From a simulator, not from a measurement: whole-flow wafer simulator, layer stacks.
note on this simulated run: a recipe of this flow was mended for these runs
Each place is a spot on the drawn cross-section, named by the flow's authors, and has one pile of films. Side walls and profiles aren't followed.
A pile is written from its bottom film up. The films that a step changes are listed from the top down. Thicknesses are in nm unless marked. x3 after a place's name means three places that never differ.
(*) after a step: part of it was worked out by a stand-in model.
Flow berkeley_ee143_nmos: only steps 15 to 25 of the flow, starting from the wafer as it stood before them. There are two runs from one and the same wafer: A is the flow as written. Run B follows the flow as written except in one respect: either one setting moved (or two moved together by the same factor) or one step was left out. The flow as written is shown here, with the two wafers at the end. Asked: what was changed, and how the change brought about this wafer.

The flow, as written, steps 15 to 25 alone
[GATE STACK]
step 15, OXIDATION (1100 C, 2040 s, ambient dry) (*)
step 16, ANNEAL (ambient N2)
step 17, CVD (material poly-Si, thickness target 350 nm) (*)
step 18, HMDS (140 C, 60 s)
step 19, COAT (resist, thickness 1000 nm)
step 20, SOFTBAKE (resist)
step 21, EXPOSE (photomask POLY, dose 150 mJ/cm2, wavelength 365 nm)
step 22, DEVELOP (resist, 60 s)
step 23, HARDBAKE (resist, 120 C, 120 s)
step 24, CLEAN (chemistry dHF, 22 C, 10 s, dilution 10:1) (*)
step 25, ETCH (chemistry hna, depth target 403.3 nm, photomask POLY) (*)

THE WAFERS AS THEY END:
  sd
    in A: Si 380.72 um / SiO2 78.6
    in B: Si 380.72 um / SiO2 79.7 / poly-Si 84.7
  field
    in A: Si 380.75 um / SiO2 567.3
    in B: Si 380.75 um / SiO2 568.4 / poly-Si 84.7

The reason: step 25, ETCH: depth target 265.3 nm was run, whereas the flow has depth target 403.3 nm.

The path from the change to this, step by step:
  step 25, ETCH (chemistry hna, depth target 403.3 nm, photomask POLY) (*)
      sd, contact, field: A poly-Si loses 350 (all of it), SiO2 loses 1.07 | B poly-Si loses 265.3
